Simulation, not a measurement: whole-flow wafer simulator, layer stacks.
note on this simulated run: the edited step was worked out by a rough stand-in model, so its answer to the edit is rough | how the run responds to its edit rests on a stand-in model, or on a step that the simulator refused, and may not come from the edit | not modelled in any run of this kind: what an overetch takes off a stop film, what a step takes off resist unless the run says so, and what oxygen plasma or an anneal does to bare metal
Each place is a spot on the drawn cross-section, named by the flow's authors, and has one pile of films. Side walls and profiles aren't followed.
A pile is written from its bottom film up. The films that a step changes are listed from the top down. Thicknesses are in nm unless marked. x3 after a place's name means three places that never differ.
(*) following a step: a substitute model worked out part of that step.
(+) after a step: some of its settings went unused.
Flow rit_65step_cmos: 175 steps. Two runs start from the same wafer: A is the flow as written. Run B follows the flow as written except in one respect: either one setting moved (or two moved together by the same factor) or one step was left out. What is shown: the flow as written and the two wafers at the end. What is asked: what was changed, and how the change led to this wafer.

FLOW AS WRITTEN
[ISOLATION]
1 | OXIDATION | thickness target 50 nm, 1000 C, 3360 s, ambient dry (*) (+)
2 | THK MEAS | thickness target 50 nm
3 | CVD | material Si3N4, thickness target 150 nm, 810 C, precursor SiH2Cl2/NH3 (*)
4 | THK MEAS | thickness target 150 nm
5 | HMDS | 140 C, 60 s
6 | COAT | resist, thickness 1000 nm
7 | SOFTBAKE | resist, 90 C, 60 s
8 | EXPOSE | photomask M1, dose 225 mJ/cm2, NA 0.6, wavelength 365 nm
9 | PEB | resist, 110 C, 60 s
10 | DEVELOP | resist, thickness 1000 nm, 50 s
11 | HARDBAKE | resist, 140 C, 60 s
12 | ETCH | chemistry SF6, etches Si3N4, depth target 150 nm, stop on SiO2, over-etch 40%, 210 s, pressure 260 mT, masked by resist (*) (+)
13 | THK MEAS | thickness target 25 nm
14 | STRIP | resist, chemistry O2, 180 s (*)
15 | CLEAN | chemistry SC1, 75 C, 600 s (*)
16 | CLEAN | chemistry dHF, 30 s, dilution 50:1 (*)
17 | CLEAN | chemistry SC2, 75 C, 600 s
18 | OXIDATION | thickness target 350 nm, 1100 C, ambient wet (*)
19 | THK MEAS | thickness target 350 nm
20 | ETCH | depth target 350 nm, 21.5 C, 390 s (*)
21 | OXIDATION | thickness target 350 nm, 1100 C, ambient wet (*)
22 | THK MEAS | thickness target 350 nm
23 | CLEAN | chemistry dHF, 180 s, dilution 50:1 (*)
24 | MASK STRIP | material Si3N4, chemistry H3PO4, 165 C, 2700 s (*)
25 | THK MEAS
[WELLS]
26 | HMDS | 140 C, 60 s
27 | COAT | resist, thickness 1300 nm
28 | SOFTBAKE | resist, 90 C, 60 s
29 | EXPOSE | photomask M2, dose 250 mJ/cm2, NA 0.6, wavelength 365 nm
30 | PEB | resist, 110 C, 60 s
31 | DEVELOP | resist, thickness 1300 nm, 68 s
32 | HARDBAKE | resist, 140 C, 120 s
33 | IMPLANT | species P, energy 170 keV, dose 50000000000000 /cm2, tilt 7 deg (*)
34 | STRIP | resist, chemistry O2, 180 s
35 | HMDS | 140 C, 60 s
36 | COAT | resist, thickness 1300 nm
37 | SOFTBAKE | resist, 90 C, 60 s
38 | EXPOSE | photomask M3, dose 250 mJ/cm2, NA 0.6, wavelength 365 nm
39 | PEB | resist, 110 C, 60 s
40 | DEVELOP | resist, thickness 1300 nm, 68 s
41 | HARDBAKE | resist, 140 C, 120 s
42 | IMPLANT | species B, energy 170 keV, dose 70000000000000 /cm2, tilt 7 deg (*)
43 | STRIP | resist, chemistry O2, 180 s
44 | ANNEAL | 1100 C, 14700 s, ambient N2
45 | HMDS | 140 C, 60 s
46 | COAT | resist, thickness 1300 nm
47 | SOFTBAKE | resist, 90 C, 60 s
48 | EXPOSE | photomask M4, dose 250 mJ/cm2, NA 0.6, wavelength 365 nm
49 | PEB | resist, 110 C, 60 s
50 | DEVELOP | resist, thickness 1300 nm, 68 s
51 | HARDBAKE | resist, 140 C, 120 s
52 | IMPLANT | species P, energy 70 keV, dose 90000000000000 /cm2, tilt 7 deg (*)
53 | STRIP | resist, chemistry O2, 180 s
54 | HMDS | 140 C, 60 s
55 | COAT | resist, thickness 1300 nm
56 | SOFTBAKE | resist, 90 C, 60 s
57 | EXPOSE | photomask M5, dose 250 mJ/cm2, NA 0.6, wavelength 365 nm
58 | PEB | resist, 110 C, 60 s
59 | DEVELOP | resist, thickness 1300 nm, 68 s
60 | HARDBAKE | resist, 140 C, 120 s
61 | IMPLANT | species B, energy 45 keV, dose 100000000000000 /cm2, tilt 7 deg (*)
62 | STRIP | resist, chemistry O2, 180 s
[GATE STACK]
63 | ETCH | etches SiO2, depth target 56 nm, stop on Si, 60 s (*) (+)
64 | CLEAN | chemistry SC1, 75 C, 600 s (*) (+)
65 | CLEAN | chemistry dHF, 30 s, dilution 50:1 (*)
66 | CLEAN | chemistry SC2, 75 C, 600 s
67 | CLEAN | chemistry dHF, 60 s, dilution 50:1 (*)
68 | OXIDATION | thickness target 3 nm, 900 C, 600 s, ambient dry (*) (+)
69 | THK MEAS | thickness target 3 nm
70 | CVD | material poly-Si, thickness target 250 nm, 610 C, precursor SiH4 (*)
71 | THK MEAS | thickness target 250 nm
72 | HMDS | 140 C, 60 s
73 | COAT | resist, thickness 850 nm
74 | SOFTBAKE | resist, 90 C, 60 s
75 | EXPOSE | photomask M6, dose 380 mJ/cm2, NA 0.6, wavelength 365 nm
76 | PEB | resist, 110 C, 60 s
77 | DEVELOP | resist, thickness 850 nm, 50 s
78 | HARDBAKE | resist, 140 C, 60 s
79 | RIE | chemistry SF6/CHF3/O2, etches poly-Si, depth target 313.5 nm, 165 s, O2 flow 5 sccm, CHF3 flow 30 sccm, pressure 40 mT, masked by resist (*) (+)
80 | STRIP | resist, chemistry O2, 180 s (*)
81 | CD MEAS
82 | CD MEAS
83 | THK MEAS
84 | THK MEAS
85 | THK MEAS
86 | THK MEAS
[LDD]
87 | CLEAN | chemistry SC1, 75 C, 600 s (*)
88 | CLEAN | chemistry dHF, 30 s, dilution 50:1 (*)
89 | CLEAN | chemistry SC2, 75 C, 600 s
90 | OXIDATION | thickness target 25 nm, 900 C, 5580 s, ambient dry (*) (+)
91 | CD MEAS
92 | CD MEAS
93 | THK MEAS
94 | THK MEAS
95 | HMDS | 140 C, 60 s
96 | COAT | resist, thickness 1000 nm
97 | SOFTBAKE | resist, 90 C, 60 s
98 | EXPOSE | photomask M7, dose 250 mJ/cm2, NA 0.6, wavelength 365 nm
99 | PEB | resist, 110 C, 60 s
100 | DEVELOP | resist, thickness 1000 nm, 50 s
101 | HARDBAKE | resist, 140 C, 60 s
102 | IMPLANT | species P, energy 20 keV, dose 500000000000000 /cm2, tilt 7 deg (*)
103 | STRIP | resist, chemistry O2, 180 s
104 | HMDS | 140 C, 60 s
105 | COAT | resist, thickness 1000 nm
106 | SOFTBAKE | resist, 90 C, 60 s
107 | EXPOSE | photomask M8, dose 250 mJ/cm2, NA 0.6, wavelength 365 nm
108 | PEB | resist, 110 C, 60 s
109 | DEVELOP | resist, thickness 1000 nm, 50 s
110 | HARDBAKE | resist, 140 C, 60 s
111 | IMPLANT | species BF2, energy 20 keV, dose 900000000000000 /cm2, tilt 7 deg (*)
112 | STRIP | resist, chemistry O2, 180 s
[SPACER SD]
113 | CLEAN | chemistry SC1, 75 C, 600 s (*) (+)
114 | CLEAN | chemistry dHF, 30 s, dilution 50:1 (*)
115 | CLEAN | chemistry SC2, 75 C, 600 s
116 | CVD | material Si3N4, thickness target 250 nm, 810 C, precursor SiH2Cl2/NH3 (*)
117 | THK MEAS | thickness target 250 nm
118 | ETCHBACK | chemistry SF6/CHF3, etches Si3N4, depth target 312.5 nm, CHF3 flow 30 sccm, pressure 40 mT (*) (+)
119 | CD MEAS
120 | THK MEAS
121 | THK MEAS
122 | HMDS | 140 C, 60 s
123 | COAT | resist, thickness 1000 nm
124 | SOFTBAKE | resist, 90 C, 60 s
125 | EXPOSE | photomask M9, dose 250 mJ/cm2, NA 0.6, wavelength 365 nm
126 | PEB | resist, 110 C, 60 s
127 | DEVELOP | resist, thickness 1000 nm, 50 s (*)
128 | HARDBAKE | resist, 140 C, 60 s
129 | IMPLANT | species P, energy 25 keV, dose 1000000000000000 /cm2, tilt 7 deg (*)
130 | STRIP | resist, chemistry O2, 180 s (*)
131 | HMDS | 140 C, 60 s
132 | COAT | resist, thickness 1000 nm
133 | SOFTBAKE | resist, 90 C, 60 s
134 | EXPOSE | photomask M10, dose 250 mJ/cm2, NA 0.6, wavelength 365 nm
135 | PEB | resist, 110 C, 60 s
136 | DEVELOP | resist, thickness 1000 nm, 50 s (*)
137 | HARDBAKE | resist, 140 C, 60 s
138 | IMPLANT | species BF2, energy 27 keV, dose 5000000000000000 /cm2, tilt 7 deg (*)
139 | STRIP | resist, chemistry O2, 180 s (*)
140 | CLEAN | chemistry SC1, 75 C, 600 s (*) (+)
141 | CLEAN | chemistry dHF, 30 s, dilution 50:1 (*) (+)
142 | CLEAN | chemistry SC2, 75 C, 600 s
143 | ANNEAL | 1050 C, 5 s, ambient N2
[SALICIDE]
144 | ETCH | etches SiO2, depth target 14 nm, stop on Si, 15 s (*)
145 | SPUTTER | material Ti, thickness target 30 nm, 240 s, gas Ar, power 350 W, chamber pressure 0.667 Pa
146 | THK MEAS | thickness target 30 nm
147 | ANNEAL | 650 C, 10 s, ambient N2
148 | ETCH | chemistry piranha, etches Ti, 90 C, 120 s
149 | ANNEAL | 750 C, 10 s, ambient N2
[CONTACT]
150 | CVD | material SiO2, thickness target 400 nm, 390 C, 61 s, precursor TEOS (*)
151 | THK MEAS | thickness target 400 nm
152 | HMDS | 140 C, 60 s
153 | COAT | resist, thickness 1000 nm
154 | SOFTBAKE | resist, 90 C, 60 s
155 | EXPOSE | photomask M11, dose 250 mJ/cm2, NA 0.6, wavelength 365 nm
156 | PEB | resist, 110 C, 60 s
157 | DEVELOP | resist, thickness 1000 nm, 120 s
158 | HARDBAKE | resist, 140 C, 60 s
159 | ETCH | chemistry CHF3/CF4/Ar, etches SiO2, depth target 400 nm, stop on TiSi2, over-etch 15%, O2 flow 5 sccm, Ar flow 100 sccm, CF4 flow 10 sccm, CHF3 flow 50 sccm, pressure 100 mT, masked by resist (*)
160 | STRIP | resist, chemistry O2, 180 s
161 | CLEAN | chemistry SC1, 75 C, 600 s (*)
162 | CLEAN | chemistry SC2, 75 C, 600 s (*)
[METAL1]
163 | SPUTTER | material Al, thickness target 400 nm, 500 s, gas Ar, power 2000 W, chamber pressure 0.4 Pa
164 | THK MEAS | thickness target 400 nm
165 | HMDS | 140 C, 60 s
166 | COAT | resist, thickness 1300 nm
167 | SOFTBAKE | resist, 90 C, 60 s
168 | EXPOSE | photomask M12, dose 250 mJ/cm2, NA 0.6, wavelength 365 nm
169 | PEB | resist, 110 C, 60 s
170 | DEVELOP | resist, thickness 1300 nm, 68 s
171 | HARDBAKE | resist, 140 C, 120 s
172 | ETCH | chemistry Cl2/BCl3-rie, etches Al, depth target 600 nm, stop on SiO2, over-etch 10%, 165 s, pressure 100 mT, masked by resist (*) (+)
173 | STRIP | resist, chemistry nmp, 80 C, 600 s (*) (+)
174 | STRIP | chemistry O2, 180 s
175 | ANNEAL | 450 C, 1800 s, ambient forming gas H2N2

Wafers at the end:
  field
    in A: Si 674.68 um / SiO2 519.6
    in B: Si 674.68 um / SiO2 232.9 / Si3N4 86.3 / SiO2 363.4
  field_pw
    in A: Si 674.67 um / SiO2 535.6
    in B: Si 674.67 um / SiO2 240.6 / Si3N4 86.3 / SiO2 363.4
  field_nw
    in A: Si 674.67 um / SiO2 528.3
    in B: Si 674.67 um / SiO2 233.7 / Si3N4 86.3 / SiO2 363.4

The reason: step 116, CVD: thickness target 400 nm was run, while the flow as written has thickness target 250 nm.

The path from the change to this, step by step:
  116 | CVD | material Si3N4, thickness target 250 nm, 810 C, precursor SiH2Cl2/NH3 (*)
      field, field_pw, field_nw and 11 more: A +250 Si3N4 (new film) | B +400 Si3N4 (new film)
  118 | ETCHBACK | chemistry SF6/CHF3, etches Si3N4, depth target 312.5 nm, CHF3 flow 30 sccm, pressure 40 mT (*) (+)
      field, field_pw, field_nw, field_p: A -250 Si3N4 (all of it), -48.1 SiO2 | B -312.5 Si3N4
      gate_n: A -250 Si3N4 (all of it), -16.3 SiO2 (all of it), -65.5 poly-Si | B -312.5 Si3N4
      (and at 3 other places as well)
  123 | COAT | resist, thickness 1000 nm
      field: A +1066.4 resist (new film) | B +1044.6 resist (new film)
      field_p: A +1073.5 resist (new film) | B +1051.7 resist (new film)
      (and at 4 other places as well)
  126 | PEB | resist, 110 C, 60 s
      gate_n, gate_p: A -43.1 resist | B -40.1 resist
      field: A -55.6 resist | B -54.3 resist
      (and at 3 other places as well)
  127 | DEVELOP | resist, thickness 1000 nm, 50 s (*)
      field: A -1010.9 resist (all of it) | B -990.3 resist (all of it)
      gate_n: A -791.9 resist (all of it) | B -739.7 resist (all of it)
      (and at 1 other place as well)
  128 | HARDBAKE | resist, 140 C, 60 s
      field_nw: A -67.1 resist | B -65.7 resist
      field_p: A -68.8 resist | B -67.2 resist
      (and at 2 other places as well)
  130 | STRIP | resist, chemistry O2, 180 s (*)
      gate_n: A +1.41 chemical SiO2 (new film), -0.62 poly-Si | B nothing
      gate_p: A +1.31 chemical SiO2 (new film), -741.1 resist (all of it), -0.58 poly-Si | B -692.1 resist (all of it)
      (and at 2 other places as well)
  132 | COAT | resist, thickness 1000 nm
      field: A +1067 resist (new film) | B +1044.6 resist (new film)
      field_p: A +1074 resist (new film) | B +1051.7 resist (new film)
      (and at 4 other places as well)
  135 | PEB | resist, 110 C, 60 s
      gate_n, gate_p: A -43.1 resist | B -40.1 resist
      spacer, spacer_p: A -42 resist | B -53.8 resist
      (and at 2 other places as well)
  136 | DEVELOP | resist, thickness 1000 nm, 50 s (*)
      field_p: A -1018 resist (all of it) | B -996.9 resist (all of it)
      gate_p: A -792.8 resist (all of it) | B -740 resist (all of it)
      (and at 1 other place as well)
  137 | HARDBAKE | resist, 140 C, 60 s
      field: A -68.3 resist | B -66.4 resist
      field_nw: A -67.1 resist | B -65.7 resist
      (and at 2 other places as well)
  139 | STRIP | resist, chemistry O2, 180 s (*)
      gate_n: A -740 resist (all of it), +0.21 chemical SiO2, -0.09 poly-Si | B -691.9 resist (all of it)
      field: A -943.1 resist (all of it) | B -923.9 resist (all of it)
      (and at 1 other place as well)
  140 | CLEAN | chemistry SC1, 75 C, 600 s (*) (+)
      field, field_pw, field_nw, field_p: A -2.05 SiO2 | B -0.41 Si3N4
      gate_n, gate_p: A -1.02 chemical SiO2, -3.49 poly-Si | B -0.41 Si3N4
  141 | CLEAN | chemistry dHF, 30 s, dilution 50:1 (*) (+)
      field, field_p: A -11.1 SiO2 | B -0.43 Si3N4
      field_pw, field_nw: A -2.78 SiO2 | B -0.43 Si3N4
      (and at 2 other places as well)
  144 | ETCH | etches SiO2, depth target 14 nm, stop on Si, 15 s (*)
      field, field_pw, field_nw, field_p: A -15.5 SiO2 | B -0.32 Si3N4
  145 | SPUTTER | material Ti, thickness target 30 nm, 240 s, gas Ar, power 350 W, chamber pressure 0.667 Pa
      gate_n: A +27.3 Ti (new film) | B +30 Ti (new film)
      gate_p: A +27.2 Ti (new film) | B +30 Ti (new film)
  ... another 10 steps ...
  170 | DEVELOP | resist, thickness 1300 nm, 68 s
      field: A -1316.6 resist (all of it) | B -1268.8 resist (all of it)
      field_pw: A -1285.5 resist (all of it) | B -1256.9 resist (all of it)
      (and at 6 other places as well)
